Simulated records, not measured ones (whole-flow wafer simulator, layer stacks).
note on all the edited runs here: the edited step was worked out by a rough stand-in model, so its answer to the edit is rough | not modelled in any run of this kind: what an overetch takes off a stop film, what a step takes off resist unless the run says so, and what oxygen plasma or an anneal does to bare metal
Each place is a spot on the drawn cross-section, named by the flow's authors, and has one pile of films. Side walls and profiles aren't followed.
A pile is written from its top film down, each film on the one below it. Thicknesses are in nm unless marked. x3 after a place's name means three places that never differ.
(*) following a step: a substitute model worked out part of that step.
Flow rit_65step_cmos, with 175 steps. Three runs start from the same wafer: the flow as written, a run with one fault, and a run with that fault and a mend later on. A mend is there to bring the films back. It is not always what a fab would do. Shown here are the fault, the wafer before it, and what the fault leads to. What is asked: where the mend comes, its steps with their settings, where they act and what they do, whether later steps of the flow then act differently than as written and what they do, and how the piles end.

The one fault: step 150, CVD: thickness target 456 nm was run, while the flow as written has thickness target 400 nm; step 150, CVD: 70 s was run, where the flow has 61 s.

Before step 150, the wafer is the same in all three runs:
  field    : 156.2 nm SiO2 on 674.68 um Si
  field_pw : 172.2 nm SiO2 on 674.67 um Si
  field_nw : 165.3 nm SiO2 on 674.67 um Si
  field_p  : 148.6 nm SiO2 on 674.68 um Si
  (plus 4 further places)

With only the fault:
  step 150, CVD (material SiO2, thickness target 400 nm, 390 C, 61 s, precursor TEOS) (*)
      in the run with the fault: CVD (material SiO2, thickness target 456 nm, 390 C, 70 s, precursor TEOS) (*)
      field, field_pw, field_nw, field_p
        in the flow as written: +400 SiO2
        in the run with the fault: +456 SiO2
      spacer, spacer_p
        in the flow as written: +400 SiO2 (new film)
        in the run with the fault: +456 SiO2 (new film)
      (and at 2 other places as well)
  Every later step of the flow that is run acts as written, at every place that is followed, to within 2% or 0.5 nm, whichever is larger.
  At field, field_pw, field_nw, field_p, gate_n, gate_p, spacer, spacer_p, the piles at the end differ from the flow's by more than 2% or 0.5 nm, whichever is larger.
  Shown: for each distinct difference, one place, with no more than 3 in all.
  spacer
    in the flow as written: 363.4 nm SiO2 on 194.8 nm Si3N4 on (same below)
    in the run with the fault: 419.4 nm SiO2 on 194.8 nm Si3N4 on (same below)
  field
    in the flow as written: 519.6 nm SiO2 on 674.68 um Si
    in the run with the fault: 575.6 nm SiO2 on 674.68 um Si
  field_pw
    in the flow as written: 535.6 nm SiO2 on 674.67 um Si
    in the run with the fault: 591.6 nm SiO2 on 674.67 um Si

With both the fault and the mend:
  The mend stands after step 151.
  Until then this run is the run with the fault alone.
  step 151a, ETCH (chemistry boe, depth target 56.88 nm)
      field, field_pw, field_nw, field_p, gate_n, gate_p, spacer, spacer_p
        -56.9 SiO2
  Every later step of the flow that is run acts as written, at every place that is followed, to within 2% or 0.5 nm, whichever is larger.
  When the end is reached, the piles differ only a little from the flow's at the places that both follow, at most by 2% or 0.5 nm, whichever is larger.
